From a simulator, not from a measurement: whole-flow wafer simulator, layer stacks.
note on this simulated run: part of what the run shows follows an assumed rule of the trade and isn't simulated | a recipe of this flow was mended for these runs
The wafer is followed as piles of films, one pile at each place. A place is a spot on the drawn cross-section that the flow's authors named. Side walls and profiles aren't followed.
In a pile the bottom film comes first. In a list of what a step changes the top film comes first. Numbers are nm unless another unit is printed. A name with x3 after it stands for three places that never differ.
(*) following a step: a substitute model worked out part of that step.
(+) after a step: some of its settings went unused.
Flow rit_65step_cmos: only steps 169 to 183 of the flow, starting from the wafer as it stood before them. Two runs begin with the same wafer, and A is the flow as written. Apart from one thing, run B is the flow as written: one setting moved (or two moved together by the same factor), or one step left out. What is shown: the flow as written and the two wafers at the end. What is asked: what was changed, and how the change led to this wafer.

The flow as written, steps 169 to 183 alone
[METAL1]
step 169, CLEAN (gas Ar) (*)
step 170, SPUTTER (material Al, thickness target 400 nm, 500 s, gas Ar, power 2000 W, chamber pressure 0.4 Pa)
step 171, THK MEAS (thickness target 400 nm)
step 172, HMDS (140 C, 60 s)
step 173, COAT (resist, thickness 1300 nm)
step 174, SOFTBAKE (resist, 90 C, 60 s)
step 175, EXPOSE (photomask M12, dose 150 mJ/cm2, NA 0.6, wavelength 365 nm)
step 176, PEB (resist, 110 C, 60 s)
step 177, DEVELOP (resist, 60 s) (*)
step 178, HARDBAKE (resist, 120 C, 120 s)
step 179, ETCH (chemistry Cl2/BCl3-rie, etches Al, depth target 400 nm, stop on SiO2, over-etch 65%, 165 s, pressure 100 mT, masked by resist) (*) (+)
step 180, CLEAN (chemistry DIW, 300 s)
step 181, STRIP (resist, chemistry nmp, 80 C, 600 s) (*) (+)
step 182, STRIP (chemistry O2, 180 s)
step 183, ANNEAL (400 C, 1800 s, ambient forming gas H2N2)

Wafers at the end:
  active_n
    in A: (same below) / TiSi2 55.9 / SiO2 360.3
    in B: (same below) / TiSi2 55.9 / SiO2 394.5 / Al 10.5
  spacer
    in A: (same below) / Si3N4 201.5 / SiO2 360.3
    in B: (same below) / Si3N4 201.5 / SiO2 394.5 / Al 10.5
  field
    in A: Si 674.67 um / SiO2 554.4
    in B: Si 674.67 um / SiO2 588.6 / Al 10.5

What caused this: step 179, ETCH: depth target 228 nm was run, though the flow has depth target 400 nm; step 179, ETCH: 94 s was run, where the flow has 165 s.

Step by step, how the change led to this:
  step 179, ETCH (chemistry Cl2/BCl3-rie, etches Al, depth target 400 nm, stop on SiO2, over-etch 65%, 165 s, pressure 100 mT, masked by resist) (*) (+)
      field, field_pw, field_nw and 9 more: A -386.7 Al (all of it), -34.2 SiO2 | B -376.2 Al
      contact, m1: A -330 resist | B -188.1 resist
  step 181, STRIP (resist, chemistry nmp, 80 C, 600 s) (*) (+)
      contact: A -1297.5 resist (all of it) | B -1439.4 resist (all of it)
      m1: A -818.2 resist (all of it) | B -960.1 resist (all of it)
Taking metal films that touch as one body, active_n has 1 body; the flow as written gives 0 bodies.
Taking metal films that touch as one body, spacer has 1 body; the flow as written gives 0 bodies.
Taking metal films that touch as one body, field has 1 body; the flow as written gives 0 bodies.
